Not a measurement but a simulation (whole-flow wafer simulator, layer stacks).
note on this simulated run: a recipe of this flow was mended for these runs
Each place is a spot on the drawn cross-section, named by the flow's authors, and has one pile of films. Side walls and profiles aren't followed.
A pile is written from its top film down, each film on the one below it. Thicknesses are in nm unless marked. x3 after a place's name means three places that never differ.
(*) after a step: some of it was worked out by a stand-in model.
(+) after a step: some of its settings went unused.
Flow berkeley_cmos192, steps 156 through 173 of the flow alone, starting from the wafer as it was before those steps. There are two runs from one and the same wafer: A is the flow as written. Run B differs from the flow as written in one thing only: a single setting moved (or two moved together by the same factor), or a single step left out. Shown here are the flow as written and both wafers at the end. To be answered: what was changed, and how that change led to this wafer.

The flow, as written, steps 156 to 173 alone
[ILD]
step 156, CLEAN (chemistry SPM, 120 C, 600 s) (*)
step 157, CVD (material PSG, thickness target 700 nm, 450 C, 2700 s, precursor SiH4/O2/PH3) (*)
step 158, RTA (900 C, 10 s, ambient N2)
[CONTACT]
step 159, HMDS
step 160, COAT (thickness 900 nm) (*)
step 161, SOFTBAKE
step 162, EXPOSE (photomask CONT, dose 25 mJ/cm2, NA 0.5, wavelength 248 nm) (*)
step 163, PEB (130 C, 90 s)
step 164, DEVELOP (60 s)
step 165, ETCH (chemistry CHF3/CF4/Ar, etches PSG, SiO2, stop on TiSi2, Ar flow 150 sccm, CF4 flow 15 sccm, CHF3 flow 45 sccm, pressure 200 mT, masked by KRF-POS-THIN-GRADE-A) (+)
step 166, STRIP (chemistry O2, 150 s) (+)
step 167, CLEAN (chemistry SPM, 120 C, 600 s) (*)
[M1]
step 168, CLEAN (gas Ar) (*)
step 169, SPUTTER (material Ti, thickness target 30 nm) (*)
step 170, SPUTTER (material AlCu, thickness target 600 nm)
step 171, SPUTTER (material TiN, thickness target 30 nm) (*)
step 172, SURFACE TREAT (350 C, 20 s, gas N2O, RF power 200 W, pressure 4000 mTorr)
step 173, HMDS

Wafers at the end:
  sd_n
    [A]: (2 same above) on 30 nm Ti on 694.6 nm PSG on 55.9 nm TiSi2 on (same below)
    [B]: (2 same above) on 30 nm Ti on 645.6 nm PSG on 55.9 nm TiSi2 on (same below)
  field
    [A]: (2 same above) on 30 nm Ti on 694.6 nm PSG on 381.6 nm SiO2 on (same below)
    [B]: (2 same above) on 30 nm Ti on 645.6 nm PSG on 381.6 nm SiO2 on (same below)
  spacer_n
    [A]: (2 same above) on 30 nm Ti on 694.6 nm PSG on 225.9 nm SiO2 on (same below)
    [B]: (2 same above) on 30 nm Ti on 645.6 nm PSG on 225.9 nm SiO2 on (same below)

What caused this: step 157, CVD: thickness target 651 nm was run, whereas the flow has thickness target 700 nm; step 157, CVD: 2510 s was run, where the flow has 2700 s.

The path from the change to this, step by step:
  step 157, CVD (material PSG, thickness target 700 nm, 450 C, 2700 s, precursor SiH4/O2/PH3) (*)
      field, sd_n, spacer_n, gate, spacer_p, gate_p, contact, m1: A PSG gains 700 (new film) | B PSG gains 651 (new film)
      sd_p: A PSG gains 668 (new film) | B PSG gains 621.9 (new film)
  step 165, ETCH (chemistry CHF3/CF4/Ar, etches PSG, SiO2, stop on TiSi2, Ar flow 150 sccm, CF4 flow 15 sccm, CHF3 flow 45 sccm, pressure 200 mT, masked by KRF-POS-THIN-GRADE-A) (+)
      field, sd_n, spacer_n, gate, sd_p, spacer_p, gate_p, m1: A KrF-resist loses 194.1 | B KrF-resist loses 181.8
      contact: A PSG loses 700 (all of it), TiSi2 loses 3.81 | B PSG loses 651 (all of it), TiSi2 loses 3.81
  step 169, SPUTTER (material Ti, thickness target 30 nm) (*)
      contact: A Ti gains 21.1 (new film) | B Ti gains 21.7 (new film)
  step 170, SPUTTER (material AlCu, thickness target 600 nm)
      contact: A AlCu gains 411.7 (new film) | B AlCu gains 424.1 (new film)
  step 171, SPUTTER (material TiN, thickness target 30 nm) (*)
      contact: A TiN gains 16 (new film) | B TiN gains 16.7 (new film)
